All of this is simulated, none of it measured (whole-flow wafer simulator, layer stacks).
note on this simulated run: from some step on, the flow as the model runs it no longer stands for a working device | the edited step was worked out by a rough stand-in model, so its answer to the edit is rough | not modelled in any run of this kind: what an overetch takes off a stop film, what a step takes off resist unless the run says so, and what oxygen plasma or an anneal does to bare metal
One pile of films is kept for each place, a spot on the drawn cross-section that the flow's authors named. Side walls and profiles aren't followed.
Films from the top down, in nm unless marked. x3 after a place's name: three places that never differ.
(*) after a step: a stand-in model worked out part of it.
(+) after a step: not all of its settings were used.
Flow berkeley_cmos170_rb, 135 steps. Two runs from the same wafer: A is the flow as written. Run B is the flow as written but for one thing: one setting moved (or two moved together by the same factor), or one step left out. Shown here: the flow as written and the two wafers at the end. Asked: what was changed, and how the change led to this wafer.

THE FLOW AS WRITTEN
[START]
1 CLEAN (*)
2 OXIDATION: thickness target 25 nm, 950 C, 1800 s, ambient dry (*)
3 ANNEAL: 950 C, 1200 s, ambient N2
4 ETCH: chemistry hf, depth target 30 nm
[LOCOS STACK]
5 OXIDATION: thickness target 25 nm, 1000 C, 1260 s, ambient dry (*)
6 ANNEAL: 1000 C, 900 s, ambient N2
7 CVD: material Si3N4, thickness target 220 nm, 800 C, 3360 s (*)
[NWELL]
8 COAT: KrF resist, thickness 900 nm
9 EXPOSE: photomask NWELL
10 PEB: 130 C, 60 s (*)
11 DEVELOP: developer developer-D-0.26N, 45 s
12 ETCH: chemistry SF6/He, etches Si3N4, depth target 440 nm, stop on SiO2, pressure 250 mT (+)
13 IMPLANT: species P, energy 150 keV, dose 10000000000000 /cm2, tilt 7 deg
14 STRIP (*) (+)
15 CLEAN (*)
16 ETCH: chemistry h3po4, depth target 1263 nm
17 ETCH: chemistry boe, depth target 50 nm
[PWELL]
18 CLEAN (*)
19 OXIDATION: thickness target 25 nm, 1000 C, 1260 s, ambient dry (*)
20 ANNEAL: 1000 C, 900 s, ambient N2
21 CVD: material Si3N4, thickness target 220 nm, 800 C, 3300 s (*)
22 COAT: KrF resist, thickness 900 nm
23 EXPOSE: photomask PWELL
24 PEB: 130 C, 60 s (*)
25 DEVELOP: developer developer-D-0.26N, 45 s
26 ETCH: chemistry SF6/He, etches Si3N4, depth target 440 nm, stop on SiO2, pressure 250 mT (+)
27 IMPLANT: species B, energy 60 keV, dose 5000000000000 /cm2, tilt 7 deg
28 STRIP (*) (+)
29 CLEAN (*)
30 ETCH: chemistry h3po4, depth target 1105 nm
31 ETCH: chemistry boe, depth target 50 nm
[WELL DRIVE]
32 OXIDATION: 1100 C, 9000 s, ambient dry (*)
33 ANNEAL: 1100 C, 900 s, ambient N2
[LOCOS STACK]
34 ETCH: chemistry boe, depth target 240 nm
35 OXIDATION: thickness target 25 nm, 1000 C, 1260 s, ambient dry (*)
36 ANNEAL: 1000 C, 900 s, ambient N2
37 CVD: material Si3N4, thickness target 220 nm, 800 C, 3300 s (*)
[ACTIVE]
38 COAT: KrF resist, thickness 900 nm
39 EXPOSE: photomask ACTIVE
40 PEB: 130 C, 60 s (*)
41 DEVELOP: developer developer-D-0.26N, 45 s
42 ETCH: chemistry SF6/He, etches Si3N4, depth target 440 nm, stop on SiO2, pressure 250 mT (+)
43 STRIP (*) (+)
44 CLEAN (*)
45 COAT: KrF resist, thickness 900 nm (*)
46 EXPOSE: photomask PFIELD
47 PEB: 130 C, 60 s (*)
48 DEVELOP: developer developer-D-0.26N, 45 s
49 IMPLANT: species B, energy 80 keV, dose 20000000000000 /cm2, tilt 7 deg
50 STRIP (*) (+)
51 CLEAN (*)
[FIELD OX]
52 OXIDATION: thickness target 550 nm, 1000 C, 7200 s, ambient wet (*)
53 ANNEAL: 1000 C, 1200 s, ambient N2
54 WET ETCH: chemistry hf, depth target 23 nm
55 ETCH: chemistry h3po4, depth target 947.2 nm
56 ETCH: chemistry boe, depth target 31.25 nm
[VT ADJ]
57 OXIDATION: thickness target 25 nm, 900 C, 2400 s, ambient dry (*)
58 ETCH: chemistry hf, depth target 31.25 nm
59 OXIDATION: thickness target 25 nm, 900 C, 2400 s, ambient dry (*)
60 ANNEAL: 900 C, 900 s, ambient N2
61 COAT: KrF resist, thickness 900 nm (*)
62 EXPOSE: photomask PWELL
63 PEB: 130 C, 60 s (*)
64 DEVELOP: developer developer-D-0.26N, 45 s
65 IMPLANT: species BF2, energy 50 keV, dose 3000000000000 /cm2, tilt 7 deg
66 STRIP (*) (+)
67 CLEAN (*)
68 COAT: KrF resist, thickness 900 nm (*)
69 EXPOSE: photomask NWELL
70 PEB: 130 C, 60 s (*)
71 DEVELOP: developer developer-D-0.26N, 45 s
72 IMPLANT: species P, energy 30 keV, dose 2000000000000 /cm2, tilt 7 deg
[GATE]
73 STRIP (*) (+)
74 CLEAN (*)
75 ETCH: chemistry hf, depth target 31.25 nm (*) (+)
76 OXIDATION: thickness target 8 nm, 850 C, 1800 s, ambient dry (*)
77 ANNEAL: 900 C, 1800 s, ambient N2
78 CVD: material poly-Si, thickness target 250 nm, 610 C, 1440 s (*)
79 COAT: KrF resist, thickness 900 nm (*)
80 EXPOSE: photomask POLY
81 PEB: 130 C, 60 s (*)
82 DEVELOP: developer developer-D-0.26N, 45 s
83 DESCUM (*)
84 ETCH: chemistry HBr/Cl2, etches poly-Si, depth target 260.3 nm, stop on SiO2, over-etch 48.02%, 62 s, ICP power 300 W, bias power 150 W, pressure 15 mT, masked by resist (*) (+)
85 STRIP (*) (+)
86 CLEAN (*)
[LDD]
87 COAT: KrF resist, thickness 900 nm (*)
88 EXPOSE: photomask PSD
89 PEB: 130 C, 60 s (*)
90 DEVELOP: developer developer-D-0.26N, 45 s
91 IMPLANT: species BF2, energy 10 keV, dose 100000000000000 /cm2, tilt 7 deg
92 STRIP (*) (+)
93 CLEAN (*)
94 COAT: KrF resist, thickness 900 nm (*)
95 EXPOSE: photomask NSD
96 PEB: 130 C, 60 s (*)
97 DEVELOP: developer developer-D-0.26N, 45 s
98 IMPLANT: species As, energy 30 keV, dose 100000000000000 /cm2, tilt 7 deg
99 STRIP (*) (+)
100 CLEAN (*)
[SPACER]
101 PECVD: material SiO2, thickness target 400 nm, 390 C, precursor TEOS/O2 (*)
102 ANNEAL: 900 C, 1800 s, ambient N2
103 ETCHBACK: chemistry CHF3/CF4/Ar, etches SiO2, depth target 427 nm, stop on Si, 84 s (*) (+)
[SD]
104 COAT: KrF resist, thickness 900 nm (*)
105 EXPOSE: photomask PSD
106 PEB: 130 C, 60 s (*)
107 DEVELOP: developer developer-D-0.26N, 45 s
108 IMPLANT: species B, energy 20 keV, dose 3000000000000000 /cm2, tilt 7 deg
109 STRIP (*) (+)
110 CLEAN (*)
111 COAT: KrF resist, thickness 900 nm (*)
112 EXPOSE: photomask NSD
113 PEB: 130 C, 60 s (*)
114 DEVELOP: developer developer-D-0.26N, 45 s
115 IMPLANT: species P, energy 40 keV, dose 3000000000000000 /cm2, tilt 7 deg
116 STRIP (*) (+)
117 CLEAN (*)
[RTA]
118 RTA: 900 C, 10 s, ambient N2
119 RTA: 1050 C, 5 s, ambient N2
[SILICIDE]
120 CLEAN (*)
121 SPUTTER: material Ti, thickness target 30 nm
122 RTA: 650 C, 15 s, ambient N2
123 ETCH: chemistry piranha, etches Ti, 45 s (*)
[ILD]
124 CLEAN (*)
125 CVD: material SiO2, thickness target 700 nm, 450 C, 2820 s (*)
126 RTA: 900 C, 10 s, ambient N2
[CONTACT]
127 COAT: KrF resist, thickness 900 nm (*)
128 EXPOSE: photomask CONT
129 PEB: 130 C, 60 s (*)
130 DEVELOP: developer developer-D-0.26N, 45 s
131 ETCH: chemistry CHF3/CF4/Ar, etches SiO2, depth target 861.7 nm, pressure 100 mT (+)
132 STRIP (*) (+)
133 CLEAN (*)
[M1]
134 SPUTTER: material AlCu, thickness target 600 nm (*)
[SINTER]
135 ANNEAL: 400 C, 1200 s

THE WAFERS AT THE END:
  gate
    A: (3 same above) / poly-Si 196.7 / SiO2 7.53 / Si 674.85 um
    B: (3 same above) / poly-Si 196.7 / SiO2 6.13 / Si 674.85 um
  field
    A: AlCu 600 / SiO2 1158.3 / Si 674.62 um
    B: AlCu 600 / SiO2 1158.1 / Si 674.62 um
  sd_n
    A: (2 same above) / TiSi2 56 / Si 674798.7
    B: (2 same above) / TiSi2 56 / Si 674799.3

The cause: step 76, OXIDATION: 1260 s was run, where the flow has 1800 s.

How the change led to this, step by step:
  76 OXIDATION: thickness target 8 nm, 850 C, 1800 s, ambient dry (*)
      sd_n, spacer_n, gate, sd_p, spacer_p, gate_p, contact, m1: A SiO2 +7.53 (new film), Si -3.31 | B SiO2 +6.13 (new film), Si -2.7
